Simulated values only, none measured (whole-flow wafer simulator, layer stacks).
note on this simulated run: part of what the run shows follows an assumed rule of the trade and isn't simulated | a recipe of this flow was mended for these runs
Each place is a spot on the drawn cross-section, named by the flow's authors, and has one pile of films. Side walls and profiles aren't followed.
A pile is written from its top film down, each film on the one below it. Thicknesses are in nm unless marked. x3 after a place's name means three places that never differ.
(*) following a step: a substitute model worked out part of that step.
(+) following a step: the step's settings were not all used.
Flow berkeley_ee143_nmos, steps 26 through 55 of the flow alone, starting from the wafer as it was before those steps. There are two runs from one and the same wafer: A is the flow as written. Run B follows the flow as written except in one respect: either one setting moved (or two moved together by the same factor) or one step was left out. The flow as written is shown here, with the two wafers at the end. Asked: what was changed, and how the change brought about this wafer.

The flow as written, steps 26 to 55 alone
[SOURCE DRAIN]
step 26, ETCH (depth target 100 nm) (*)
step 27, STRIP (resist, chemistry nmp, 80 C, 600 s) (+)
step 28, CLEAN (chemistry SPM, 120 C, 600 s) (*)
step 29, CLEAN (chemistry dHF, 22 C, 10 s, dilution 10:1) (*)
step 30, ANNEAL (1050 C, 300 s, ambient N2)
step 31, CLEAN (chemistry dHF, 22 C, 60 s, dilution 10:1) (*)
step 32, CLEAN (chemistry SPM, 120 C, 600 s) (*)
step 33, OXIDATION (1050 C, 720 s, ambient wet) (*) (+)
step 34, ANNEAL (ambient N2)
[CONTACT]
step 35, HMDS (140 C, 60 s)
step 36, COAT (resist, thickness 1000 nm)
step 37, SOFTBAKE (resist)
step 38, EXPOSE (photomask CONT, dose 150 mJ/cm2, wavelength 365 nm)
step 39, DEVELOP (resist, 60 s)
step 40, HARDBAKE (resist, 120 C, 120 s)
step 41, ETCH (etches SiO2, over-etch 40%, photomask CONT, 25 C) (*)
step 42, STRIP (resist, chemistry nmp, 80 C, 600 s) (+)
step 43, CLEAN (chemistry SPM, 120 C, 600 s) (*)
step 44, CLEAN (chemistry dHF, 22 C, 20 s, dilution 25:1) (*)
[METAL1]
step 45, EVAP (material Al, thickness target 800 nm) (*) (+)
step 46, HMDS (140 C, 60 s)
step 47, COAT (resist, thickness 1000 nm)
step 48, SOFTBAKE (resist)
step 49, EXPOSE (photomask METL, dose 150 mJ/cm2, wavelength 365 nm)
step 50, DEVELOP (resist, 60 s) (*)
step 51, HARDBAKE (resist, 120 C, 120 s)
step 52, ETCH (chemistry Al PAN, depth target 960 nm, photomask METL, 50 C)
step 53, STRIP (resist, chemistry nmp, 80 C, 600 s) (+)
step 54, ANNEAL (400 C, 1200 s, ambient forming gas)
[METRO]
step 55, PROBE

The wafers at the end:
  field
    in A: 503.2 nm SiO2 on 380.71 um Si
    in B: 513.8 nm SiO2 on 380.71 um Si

What caused this: step 26, ETCH: depth target 88 nm was run, whereas the flow has depth target 100 nm.

How this came from the change, step by step:
  step 26, ETCH (depth target 100 nm) (*)
      field: A SiO2 loses 100 | B SiO2 loses 88
